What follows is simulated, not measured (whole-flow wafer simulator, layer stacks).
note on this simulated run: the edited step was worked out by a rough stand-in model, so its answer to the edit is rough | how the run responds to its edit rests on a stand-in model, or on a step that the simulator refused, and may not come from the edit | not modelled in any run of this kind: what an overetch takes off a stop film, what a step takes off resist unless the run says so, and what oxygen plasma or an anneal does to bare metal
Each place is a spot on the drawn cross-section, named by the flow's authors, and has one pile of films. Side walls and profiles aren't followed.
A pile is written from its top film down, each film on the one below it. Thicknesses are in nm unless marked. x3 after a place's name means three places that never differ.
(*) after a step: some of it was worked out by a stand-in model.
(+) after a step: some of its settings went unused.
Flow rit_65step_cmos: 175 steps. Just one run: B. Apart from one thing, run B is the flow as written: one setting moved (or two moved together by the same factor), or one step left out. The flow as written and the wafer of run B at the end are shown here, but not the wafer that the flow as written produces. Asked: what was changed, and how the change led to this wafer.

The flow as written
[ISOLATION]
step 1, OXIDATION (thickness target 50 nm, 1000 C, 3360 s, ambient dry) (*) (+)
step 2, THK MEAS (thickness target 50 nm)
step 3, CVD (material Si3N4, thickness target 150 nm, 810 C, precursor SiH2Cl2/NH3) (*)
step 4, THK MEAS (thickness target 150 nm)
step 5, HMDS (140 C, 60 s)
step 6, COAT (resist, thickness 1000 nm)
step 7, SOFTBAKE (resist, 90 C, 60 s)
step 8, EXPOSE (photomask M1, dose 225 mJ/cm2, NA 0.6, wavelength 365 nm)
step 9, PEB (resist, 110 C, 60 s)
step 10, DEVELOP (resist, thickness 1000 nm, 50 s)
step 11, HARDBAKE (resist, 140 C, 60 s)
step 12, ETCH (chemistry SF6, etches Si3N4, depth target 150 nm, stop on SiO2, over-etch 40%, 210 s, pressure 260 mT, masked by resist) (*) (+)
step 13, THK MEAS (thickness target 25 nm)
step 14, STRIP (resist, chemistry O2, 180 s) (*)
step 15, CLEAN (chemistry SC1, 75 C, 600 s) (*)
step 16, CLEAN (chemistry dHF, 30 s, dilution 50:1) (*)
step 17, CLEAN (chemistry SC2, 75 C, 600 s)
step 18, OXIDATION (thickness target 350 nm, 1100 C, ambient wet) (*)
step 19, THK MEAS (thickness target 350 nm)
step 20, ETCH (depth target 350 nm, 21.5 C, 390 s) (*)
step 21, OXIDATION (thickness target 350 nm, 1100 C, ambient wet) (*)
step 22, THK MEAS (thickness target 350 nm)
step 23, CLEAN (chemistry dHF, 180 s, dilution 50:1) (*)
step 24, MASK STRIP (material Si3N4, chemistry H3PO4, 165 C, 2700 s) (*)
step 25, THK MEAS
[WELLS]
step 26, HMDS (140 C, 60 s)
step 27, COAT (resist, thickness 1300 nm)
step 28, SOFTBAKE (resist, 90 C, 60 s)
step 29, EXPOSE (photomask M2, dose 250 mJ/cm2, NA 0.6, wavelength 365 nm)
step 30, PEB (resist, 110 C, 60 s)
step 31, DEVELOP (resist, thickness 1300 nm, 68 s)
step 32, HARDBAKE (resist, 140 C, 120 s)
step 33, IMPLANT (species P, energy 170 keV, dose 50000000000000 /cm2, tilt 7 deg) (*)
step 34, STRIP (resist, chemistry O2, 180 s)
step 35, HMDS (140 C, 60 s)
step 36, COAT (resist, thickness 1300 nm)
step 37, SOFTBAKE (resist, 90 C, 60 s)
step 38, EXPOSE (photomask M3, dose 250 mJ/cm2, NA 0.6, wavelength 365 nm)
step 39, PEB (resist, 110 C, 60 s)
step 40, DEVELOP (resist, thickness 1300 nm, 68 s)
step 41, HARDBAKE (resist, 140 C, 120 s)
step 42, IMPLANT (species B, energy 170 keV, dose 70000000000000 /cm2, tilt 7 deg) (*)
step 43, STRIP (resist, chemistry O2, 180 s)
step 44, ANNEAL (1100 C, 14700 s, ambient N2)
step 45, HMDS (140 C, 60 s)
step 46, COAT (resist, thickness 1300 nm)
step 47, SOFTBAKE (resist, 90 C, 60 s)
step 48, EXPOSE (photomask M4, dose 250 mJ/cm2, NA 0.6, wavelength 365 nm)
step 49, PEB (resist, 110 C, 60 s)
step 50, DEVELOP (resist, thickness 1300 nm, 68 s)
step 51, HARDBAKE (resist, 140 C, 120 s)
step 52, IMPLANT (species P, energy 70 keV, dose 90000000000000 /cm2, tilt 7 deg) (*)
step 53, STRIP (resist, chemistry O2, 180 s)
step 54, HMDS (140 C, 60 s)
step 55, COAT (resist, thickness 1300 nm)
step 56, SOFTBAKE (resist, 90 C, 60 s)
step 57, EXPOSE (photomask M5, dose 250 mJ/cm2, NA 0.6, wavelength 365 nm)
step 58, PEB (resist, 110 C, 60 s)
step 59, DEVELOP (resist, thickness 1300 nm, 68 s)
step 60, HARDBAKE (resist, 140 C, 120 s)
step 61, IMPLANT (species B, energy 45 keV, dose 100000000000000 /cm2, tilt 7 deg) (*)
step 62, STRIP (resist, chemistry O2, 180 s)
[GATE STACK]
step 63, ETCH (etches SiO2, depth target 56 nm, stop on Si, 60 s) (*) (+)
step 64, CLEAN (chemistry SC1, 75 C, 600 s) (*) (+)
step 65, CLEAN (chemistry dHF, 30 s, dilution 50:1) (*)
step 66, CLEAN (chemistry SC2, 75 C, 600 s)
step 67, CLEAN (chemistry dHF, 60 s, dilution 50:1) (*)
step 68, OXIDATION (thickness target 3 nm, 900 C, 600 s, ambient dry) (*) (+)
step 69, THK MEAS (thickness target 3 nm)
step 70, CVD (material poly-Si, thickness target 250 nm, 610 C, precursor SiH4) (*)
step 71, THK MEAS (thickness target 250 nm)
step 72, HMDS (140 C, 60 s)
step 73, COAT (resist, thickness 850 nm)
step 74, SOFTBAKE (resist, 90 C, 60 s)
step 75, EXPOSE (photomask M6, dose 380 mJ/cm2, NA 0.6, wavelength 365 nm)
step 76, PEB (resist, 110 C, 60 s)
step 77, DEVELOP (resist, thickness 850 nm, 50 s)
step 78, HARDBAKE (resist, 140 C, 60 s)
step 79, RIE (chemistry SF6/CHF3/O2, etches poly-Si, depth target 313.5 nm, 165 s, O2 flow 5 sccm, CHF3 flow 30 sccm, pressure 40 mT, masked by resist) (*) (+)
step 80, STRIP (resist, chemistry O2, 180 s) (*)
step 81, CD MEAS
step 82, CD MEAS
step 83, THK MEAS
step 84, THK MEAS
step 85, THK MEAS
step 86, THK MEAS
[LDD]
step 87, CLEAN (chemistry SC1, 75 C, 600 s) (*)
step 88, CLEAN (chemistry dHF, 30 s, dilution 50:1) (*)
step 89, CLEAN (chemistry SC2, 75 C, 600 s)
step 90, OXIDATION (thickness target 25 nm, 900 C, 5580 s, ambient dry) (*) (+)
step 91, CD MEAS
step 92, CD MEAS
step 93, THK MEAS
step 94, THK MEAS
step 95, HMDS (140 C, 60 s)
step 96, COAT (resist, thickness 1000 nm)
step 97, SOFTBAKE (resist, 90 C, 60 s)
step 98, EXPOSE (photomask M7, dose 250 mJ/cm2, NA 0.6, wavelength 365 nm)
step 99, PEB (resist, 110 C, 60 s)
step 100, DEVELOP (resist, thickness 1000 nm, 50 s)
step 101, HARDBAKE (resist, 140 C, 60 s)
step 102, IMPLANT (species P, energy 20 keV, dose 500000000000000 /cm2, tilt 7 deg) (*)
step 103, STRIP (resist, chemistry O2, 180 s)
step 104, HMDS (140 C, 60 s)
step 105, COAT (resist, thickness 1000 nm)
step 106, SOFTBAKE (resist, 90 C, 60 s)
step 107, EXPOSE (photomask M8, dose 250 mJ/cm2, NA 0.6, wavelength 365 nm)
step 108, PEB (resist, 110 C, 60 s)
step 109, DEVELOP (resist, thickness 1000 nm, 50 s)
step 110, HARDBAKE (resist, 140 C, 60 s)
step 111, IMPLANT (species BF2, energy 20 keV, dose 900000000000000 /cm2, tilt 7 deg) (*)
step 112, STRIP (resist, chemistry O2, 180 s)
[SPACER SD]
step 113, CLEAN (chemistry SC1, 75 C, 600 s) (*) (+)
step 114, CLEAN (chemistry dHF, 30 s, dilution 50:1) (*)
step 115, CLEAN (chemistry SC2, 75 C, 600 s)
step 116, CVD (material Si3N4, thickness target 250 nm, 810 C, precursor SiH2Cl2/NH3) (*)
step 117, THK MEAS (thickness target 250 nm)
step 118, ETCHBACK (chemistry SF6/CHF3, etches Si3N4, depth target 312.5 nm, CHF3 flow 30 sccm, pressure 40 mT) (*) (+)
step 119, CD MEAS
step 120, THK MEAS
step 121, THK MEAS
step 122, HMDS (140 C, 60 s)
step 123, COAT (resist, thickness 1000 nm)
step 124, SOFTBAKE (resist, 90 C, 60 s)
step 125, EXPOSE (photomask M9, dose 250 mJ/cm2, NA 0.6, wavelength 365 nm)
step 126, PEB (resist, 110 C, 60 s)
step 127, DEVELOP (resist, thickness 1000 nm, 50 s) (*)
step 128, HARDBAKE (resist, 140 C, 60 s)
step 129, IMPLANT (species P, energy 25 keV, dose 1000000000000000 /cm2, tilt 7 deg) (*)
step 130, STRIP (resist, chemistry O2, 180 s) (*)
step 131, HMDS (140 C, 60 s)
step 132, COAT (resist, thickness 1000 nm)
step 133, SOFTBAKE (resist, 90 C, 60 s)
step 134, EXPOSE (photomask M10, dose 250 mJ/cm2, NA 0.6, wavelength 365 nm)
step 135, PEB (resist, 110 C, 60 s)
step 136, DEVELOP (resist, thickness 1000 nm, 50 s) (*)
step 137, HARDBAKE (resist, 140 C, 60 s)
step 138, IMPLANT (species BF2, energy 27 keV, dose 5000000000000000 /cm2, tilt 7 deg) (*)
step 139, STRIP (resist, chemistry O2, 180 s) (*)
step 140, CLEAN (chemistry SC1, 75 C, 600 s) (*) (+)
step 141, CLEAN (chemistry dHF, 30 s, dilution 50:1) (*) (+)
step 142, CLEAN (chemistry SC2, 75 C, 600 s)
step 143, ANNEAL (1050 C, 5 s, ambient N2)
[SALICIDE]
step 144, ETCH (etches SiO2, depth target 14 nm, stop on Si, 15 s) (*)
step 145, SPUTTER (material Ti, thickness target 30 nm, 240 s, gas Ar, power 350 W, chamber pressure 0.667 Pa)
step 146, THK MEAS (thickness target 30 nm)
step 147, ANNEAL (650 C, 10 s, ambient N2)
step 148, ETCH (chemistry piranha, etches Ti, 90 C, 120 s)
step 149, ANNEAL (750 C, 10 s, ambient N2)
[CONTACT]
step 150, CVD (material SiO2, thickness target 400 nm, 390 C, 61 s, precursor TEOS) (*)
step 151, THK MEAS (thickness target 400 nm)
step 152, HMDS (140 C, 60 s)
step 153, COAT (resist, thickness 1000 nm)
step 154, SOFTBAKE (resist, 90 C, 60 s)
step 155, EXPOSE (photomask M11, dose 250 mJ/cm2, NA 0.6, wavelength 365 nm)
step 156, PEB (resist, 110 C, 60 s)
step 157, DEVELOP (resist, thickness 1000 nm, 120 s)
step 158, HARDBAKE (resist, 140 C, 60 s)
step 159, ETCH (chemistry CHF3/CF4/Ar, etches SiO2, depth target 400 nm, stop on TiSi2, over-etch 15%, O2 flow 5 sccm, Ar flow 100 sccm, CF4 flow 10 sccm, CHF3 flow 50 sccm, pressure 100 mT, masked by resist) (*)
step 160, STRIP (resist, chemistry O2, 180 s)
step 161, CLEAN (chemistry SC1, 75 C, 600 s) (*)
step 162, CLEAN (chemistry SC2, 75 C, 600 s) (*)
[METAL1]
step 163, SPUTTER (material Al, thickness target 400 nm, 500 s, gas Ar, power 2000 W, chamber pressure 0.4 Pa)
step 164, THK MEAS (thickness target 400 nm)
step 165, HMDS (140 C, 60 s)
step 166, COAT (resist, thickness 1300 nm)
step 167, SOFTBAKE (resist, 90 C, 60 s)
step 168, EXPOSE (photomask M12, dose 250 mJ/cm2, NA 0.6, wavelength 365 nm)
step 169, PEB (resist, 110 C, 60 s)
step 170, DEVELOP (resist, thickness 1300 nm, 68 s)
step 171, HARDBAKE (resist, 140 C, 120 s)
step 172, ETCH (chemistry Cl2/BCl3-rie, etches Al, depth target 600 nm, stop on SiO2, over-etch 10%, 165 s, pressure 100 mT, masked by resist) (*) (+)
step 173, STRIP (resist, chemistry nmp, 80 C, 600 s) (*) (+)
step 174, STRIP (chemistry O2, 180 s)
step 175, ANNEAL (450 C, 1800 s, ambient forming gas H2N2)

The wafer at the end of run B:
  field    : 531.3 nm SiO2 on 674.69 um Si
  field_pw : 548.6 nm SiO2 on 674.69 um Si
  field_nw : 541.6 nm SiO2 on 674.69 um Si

Cause: step 20, ETCH: 312 s was run, though the flow has 390 s.

The path from the change to this, step by step:
  step 20, ETCH (depth target 350 nm, 21.5 C, 390 s) (*)
      field, field_p: SiO2 loses 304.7 (in the flow as written it would be: SiO2 loses 351.3 (all of it), Si loses 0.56)
      field_pw, field_nw: SiO2 loses 304.7 (in the flow as written it would be: SiO2 loses 355.4 (all of it), Si loses 0.49)
      (as well as at 10 more places)
  step 21, OXIDATION (thickness target 350 nm, 1100 C, ambient wet) (*)
      field, field_p: SiO2 gains 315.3, Si loses 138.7 (in the flow as written it would be: SiO2 gains 350 (new film), Si loses 154)
      field_pw, field_nw: SiO2 gains 312.5, Si loses 137.5 (in the flow as written it would be: SiO2 gains 350 (new film), Si loses 154)
  step 73, COAT (resist, thickness 850 nm)
      field: resist gains 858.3 (new film) (in the flow as written it would be: resist gains 878 (new film))
      field_p: resist gains 864.9 (new film) (in the flow as written it would be: resist gains 884.6 (new film))
  step 76, PEB (resist, 110 C, 60 s)
      field: resist loses 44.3 (in the flow as written it would be: resist loses 45.3)
      field_p: resist loses 44.6 (in the flow as written it would be: resist loses 45.7)
  step 77, DEVELOP (resist, thickness 850 nm, 50 s)
      field: resist loses 814 (all of it) (in the flow as written it would be: resist loses 832.7 (all of it))
      field_p: resist loses 820.2 (all of it) (in the flow as written it would be: resist loses 838.9 (all of it))
  step 126, PEB (resist, 110 C, 60 s)
      field: resist loses 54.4 (in the flow as written it would be: resist loses 55.6)
  step 128, HARDBAKE (resist, 140 C, 60 s)
      field_nw: resist loses 65.7 (in the flow as written it would be: resist loses 67.1)
      field_p: resist loses 67.3 (in the flow as written it would be: resist loses 68.8)
  step 135, PEB (resist, 110 C, 60 s)
      field: resist loses 54.4 (in the flow as written it would be: resist loses 55.6)
  step 137, HARDBAKE (resist, 140 C, 60 s)
      field: resist loses 66.5 (in the flow as written it would be: resist loses 68.3)
      field_nw: resist loses 65.7 (in the flow as written it would be: resist loses 67.1)
  step 158, HARDBAKE (resist, 140 C, 60 s)
      field: resist loses 68.6 (in the flow as written it would be: resist loses 70.2)
      field_pw: resist loses 66.2 (in the flow as written it would be: resist loses 67.6)
      (as well as at 2 more places)
  step 160, STRIP (resist, chemistry O2, 180 s)
      field: resist loses 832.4 (all of it) (in the flow as written it would be: resist loses 851 (all of it))
      field_p: resist loses 838.7 (all of it) (in the flow as written it would be: resist loses 857.3 (all of it))
